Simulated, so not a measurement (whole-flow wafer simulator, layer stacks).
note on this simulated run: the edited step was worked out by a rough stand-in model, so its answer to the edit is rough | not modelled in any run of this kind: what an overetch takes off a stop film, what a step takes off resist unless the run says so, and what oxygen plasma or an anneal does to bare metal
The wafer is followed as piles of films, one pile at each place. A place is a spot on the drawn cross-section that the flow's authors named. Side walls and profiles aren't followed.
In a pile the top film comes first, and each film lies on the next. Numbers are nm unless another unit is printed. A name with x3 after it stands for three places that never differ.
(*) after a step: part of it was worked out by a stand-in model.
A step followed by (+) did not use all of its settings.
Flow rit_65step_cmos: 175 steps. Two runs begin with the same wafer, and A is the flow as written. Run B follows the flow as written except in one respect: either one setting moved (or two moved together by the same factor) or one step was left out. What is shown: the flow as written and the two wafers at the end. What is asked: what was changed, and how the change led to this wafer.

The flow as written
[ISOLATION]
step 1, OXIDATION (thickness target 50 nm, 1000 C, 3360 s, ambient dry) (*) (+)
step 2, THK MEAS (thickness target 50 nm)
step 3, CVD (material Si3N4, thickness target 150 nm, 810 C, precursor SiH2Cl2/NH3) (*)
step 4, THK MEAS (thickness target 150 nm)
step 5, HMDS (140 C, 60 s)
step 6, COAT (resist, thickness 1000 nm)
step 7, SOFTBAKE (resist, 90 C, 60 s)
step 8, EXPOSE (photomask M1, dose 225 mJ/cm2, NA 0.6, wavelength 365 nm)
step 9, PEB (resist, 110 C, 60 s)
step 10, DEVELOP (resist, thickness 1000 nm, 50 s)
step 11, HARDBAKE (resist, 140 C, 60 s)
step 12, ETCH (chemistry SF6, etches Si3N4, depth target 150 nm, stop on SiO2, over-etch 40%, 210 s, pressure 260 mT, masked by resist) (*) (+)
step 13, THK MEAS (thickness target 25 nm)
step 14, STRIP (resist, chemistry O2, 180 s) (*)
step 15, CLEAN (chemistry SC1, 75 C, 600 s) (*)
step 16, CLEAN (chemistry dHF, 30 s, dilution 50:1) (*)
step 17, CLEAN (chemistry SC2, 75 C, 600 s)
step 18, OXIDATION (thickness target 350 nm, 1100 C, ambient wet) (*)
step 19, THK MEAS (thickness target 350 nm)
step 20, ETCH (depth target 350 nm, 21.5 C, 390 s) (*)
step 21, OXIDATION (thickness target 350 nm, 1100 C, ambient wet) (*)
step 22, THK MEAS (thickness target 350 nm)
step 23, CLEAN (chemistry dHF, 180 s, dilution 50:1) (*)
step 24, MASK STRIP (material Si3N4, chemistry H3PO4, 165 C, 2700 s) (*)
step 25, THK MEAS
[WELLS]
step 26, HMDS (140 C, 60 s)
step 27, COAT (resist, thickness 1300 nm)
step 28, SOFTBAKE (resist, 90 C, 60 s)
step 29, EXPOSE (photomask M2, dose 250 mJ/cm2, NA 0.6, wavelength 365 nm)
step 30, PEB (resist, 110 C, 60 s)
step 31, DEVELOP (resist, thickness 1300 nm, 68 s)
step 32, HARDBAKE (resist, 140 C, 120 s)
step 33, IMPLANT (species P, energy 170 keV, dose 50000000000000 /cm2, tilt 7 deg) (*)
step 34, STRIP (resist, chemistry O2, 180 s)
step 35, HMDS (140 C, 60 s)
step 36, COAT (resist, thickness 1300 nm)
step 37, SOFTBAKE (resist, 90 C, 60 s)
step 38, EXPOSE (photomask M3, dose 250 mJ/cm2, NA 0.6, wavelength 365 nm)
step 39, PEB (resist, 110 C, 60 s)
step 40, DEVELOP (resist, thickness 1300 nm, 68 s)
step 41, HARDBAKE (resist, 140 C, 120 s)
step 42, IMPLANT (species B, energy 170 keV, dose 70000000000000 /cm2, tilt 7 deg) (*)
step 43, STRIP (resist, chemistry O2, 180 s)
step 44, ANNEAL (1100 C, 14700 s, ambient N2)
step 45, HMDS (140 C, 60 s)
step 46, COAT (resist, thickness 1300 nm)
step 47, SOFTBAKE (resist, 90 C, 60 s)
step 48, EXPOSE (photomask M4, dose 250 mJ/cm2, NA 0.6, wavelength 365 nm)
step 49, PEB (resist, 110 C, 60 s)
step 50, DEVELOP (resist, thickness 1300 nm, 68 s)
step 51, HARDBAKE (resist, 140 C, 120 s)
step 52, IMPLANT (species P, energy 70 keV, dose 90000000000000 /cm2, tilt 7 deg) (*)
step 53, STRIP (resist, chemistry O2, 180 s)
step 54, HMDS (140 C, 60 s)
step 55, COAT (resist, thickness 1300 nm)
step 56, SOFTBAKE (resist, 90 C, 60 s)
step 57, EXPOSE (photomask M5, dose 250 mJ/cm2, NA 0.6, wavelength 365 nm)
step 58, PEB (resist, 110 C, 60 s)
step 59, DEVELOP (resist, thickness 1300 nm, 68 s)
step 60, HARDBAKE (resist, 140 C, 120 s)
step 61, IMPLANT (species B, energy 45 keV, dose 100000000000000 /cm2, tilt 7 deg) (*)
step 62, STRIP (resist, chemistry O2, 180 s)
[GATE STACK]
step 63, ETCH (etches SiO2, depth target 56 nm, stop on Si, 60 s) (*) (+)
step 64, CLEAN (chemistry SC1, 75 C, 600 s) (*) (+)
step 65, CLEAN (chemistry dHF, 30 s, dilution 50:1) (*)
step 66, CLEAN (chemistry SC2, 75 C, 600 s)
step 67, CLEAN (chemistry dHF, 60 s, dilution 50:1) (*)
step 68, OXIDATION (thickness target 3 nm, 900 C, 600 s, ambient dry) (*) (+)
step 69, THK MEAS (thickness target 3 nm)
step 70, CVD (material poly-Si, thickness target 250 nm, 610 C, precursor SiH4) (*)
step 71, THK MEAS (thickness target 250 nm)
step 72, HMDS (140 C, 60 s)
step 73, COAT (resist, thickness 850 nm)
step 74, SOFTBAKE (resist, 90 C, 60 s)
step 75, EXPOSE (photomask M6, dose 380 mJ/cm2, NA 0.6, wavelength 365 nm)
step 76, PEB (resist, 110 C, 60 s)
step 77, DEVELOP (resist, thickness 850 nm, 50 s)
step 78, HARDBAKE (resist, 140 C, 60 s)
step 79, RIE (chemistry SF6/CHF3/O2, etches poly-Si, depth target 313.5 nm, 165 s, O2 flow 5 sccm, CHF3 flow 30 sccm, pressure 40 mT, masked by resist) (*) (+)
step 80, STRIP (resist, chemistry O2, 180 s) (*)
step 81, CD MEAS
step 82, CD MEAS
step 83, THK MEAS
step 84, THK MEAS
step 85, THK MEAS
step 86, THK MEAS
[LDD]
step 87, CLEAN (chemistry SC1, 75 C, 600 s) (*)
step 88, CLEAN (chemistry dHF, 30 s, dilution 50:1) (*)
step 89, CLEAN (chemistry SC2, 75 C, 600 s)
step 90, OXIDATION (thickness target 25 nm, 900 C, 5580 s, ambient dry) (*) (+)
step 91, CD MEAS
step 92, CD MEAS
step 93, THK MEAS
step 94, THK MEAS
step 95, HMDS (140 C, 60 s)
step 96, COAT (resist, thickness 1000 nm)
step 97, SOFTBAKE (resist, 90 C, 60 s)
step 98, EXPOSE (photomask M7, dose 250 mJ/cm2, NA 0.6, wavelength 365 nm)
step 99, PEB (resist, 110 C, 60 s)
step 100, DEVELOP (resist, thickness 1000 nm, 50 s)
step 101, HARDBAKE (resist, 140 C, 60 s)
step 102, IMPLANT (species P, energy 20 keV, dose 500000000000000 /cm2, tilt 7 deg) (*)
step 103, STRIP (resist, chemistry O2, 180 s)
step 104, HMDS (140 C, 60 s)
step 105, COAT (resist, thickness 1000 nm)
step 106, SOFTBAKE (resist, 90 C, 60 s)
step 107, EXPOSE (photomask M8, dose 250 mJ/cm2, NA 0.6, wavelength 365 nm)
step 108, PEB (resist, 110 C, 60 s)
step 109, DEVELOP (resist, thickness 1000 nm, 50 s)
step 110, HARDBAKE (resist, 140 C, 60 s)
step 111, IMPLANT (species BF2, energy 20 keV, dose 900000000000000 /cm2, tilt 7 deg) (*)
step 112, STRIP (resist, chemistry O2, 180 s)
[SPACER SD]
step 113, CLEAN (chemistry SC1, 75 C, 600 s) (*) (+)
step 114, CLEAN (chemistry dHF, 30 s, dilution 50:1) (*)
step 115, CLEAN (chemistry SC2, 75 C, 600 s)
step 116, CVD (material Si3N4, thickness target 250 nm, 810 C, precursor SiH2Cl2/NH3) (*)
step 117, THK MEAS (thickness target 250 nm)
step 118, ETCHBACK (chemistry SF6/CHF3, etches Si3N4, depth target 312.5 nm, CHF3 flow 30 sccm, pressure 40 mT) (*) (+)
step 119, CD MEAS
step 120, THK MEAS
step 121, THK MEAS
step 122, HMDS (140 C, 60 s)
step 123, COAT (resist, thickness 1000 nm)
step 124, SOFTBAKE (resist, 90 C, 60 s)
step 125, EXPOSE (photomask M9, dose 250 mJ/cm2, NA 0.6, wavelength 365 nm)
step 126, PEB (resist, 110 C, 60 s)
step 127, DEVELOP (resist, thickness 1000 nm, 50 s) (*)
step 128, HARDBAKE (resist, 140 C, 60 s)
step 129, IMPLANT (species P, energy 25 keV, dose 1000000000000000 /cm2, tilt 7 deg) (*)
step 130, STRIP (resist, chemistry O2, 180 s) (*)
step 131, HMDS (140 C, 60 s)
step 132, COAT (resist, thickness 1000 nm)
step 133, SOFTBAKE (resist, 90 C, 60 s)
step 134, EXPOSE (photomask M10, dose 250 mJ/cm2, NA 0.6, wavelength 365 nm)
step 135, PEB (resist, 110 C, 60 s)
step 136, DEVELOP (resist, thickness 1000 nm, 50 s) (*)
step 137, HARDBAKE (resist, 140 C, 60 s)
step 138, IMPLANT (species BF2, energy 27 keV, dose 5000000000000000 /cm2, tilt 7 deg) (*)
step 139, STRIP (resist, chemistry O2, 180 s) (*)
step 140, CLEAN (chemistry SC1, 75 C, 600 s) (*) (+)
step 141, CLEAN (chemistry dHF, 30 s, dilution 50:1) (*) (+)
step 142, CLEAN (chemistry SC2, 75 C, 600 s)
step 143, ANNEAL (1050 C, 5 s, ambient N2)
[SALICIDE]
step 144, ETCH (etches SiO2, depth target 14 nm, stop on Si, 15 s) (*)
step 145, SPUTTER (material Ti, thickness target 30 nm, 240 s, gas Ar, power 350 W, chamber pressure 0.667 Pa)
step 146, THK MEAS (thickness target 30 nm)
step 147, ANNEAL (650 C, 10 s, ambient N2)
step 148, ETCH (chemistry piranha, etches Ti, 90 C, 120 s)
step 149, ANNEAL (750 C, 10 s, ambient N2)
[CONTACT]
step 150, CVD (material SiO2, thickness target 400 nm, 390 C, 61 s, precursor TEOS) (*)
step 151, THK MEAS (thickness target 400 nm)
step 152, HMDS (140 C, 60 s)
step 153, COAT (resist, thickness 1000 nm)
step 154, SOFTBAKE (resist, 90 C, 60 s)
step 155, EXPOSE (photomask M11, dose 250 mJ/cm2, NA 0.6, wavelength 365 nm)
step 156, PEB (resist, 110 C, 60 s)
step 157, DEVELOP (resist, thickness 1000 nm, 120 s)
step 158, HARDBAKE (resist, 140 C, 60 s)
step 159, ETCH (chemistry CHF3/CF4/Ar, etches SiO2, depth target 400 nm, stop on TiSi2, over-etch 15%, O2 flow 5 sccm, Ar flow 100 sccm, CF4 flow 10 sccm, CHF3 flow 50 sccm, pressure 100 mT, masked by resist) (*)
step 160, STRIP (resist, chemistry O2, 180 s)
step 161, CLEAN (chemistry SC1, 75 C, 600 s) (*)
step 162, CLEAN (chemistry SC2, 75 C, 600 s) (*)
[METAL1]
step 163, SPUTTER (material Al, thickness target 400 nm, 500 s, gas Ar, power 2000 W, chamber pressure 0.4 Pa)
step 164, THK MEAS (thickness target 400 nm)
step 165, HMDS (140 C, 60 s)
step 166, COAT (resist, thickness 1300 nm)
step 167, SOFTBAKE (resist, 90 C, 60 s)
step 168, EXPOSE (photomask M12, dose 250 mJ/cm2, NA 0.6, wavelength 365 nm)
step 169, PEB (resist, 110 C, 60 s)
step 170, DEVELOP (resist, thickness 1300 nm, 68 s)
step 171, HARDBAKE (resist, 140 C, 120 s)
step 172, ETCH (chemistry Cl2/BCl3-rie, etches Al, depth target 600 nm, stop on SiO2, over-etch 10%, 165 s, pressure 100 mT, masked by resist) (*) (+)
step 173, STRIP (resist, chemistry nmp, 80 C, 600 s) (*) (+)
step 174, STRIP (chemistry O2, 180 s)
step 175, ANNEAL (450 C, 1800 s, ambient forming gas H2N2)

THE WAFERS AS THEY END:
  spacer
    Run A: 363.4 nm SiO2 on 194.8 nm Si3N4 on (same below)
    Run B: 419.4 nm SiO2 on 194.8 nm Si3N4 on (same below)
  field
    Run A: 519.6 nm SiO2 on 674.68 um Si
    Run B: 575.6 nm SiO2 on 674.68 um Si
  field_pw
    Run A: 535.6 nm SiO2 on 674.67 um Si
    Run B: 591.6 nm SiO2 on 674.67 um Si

Cause: step 150, CVD: thickness target 456 nm was run, whereas the flow has thickness target 400 nm; step 150, CVD: 70 s was run, where the flow has 61 s.

Step by step, how the change led to this:
  step 150, CVD (material SiO2, thickness target 400 nm, 390 C, 61 s, precursor TEOS) (*)
      field, field_pw, field_nw, field_p: A +400 SiO2 | B +456 SiO2
      spacer, spacer_p: A +400 SiO2 (new film) | B +456 SiO2 (new film)
      (and at 2 other places as well)
